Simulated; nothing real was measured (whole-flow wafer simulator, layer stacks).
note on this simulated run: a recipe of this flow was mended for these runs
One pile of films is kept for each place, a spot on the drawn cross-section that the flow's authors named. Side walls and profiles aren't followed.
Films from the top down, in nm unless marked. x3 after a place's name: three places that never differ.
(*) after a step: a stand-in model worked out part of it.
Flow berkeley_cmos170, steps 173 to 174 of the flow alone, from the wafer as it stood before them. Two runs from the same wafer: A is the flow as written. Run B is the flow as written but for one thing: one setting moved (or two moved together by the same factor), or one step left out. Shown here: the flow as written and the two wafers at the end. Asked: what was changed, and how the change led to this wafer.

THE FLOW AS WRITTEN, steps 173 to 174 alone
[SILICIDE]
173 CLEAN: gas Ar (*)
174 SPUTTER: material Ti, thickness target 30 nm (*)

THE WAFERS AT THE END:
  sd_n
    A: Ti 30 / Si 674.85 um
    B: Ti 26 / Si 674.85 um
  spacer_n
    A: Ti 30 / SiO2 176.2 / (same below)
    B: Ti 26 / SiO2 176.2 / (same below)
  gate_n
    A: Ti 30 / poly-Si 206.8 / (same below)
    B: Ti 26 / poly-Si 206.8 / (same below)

The cause: step 174, SPUTTER: thickness target 26 nm was run, where the flow has thickness target 30 nm.
It can be read off the wafer: sd_n has Ti 26, and step 174 as written asks for 30 nm.

How the change led to this, step by step:
  174 SPUTTER: material Ti, thickness target 30 nm (*)
      field, mark, sd_n and 10 more: A Ti +30 (new film) | B Ti +26 (new film)
